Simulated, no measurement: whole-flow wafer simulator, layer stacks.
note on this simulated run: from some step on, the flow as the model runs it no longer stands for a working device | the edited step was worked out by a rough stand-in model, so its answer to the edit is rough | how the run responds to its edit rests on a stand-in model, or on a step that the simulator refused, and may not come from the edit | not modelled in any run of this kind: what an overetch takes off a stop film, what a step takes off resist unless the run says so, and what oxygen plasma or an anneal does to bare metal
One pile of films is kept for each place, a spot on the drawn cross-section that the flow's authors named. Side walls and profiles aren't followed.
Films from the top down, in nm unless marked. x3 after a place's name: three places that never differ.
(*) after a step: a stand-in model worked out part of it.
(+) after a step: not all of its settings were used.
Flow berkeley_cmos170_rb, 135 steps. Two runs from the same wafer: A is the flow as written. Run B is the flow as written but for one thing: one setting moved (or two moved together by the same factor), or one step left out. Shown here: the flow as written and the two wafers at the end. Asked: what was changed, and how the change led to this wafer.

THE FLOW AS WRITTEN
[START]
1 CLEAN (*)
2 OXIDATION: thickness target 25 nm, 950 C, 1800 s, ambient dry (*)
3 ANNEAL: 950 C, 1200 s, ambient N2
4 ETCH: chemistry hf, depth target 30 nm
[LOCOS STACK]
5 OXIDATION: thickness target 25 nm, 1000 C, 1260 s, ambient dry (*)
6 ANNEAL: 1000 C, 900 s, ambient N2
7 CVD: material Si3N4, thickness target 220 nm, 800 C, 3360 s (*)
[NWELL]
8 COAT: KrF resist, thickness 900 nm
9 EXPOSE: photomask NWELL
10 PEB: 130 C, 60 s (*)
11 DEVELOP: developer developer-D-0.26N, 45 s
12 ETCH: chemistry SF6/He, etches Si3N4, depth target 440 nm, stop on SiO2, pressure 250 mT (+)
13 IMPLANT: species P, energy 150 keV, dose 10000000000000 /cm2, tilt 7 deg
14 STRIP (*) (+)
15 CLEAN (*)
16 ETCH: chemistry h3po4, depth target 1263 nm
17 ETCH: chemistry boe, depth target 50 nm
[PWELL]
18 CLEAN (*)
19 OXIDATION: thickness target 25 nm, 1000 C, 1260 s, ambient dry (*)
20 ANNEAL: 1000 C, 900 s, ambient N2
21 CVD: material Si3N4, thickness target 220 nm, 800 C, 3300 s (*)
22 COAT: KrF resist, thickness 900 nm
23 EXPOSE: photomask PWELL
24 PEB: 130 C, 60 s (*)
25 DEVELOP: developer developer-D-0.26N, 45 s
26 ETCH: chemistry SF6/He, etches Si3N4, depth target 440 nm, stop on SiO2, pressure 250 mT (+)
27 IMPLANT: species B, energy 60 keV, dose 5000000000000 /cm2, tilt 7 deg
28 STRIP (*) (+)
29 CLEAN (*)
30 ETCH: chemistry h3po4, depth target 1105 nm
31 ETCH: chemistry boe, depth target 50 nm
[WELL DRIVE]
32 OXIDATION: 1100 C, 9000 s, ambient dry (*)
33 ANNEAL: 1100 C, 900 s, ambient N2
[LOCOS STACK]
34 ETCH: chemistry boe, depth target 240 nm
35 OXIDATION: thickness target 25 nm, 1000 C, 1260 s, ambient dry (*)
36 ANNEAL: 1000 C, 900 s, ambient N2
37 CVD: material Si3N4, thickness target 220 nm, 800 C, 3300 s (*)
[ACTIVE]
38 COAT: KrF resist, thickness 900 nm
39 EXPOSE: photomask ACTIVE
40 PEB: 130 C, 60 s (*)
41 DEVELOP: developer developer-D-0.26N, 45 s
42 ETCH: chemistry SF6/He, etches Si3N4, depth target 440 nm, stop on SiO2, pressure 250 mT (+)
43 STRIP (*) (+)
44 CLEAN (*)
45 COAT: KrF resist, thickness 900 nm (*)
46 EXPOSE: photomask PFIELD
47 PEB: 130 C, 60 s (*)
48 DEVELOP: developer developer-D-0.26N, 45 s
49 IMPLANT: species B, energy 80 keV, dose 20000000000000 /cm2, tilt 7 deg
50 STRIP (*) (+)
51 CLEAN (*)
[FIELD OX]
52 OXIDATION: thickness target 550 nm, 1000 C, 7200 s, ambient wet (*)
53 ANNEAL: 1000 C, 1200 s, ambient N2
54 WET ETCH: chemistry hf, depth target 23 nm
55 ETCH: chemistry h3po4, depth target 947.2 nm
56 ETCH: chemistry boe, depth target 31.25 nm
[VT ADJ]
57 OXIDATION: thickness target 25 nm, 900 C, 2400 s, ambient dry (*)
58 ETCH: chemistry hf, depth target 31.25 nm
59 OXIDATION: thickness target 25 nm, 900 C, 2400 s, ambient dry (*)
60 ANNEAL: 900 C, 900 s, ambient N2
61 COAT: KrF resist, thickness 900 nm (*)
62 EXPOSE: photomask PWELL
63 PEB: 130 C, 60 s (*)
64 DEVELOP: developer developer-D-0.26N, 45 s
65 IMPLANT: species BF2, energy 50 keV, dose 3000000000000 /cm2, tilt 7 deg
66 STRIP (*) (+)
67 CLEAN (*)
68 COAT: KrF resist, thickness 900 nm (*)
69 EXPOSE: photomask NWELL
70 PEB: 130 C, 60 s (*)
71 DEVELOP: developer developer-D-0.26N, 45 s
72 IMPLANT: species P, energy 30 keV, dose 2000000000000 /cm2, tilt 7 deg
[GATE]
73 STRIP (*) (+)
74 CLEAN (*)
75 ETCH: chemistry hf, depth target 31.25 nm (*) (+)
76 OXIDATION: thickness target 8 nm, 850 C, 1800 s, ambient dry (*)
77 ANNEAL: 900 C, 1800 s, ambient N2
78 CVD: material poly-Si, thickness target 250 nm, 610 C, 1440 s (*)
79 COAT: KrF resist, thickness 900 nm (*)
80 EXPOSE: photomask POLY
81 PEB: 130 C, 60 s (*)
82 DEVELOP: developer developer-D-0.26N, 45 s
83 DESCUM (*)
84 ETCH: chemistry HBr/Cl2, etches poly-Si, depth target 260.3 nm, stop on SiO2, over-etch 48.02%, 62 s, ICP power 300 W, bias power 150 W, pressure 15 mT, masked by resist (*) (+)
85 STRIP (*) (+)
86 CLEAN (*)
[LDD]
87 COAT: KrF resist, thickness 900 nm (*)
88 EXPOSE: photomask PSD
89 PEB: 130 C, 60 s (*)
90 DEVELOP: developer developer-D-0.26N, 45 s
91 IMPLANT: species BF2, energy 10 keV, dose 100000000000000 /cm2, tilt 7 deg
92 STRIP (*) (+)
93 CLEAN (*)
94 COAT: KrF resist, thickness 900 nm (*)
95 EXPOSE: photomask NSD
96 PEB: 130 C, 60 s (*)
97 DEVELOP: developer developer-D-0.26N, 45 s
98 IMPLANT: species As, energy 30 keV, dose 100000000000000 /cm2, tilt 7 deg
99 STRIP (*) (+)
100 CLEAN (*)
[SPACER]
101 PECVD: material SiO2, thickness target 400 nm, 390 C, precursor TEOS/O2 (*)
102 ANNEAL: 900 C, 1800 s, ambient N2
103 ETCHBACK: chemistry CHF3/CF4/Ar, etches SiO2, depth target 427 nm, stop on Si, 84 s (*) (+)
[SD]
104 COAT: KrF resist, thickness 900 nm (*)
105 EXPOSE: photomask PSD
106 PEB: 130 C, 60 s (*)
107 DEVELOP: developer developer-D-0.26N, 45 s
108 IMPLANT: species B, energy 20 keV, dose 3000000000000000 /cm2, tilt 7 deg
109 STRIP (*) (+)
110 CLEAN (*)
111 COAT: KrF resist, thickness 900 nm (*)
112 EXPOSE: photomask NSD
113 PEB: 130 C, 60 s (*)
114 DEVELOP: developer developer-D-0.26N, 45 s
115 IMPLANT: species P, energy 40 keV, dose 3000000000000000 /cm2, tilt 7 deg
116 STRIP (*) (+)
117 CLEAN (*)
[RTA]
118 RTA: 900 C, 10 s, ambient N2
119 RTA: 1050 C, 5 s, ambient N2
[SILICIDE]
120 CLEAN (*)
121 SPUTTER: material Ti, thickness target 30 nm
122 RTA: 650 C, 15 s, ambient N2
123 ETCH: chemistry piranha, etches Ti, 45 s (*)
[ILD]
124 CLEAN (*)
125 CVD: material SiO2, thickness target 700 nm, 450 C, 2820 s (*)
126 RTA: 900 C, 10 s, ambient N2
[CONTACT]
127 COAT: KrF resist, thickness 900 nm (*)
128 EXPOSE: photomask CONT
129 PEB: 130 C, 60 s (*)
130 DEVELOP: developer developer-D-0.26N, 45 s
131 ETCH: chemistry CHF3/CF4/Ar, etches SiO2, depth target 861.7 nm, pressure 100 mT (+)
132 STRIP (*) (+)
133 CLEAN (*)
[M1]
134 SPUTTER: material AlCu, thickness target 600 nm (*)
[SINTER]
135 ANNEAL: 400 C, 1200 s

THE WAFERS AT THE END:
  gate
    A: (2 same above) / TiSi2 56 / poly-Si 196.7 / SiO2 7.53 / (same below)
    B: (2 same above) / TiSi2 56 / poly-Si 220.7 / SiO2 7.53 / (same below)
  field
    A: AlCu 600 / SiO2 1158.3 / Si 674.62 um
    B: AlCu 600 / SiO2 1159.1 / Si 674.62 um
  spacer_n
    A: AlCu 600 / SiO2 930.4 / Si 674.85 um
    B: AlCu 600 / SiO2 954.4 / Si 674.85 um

The cause: step 78, CVD: thickness target 274 nm was run, where the flow has thickness target 250 nm; step 78, CVD: 1575 s was run, where the flow has 1440 s.

How the change led to this, step by step:
  78 CVD: material poly-Si, thickness target 250 nm, 610 C, 1440 s (*)
      field, sd_n, spacer_n and 6 more: A poly-Si +250 (new film) | B poly-Si +274 (new film)
  84 ETCH: chemistry HBr/Cl2, etches poly-Si, depth target 260.3 nm, stop on SiO2, over-etch 48.02%, 62 s, ICP power 300 W, bias power 150 W, pressure 15 mT, masked by resist (*) (+)
      field, sd_n, spacer_n, sd_p, spacer_p, contact, m1: A poly-Si -250 (all of it), SiO2 -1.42 | B poly-Si -274 (all of it), SiO2 -0.56
  87 COAT: KrF resist, thickness 900 nm (*)
      gate: A KrF resist +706 (new film) | B KrF resist +687.6 (new film)
      gate_p: A KrF resist +706.3 (new film) | B KrF resist +688 (new film)
  90 DEVELOP: developer developer-D-0.26N, 45 s
      gate_p: A KrF resist -706.3 (all of it) | B KrF resist -688 (all of it)
  92 STRIP (*) (+)
      gate: A KrF resist -691.8 (all of it) | B KrF resist -673.4 (all of it)
  94 COAT: KrF resist, thickness 900 nm (*)
      gate: A KrF resist +706 (new film) | B KrF resist +687.6 (new film)
      gate_p: A KrF resist +706.3 (new film) | B KrF resist +688 (new film)
  97 DEVELOP: developer developer-D-0.26N, 45 s
      gate: A KrF resist -706 (all of it) | B KrF resist -687.6 (all of it)
  99 STRIP (*) (+)
      gate_p: A KrF resist -692.1 (all of it) | B KrF resist -673.8 (all of it)
  103 ETCHBACK: chemistry CHF3/CF4/Ar, etches SiO2, depth target 427 nm, stop on Si, 84 s (*) (+)
      spacer_n, spacer_p: A SiO2 -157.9 | B SiO2 -134.7
  104 COAT: KrF resist, thickness 900 nm (*)
      spacer_n: A KrF resist +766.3 (new film) | B KrF resist +749.3 (new film)
      gate: A KrF resist +742.1 (new film) | B KrF resist +725.5 (new film)
      (and at 2 more places)
  107 DEVELOP: developer developer-D-0.26N, 45 s
      spacer_p: A KrF resist -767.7 (all of it) | B KrF resist -750.7 (all of it)
      gate_p: A KrF resist -743.2 (all of it) | B KrF resist -726.6 (all of it)
  109 STRIP (*) (+)
      spacer_n: A KrF resist -752.1 (all of it) | B KrF resist -735.1 (all of it)
      gate: A KrF resist -727.9 (all of it) | B KrF resist -711.3 (all of it)
  111 COAT: KrF resist, thickness 900 nm (*)
      spacer_n: A KrF resist +766.3 (new film) | B KrF resist +749.3 (new film)
      gate: A KrF resist +742.1 (new film) | B KrF resist +725.5 (new film)
      (and at 2 more places)
  114 DEVELOP: developer developer-D-0.26N, 45 s
      spacer_n: A KrF resist -766.3 (all of it) | B KrF resist -749.3 (all of it)
      gate: A KrF resist -742.1 (all of it) | B KrF resist -725.5 (all of it)
  116 STRIP (*) (+)
      spacer_p: A KrF resist -753.5 (all of it) | B KrF resist -736.5 (all of it)
      gate_p: A KrF resist -729 (all of it) | B KrF resist -712.4 (all of it)
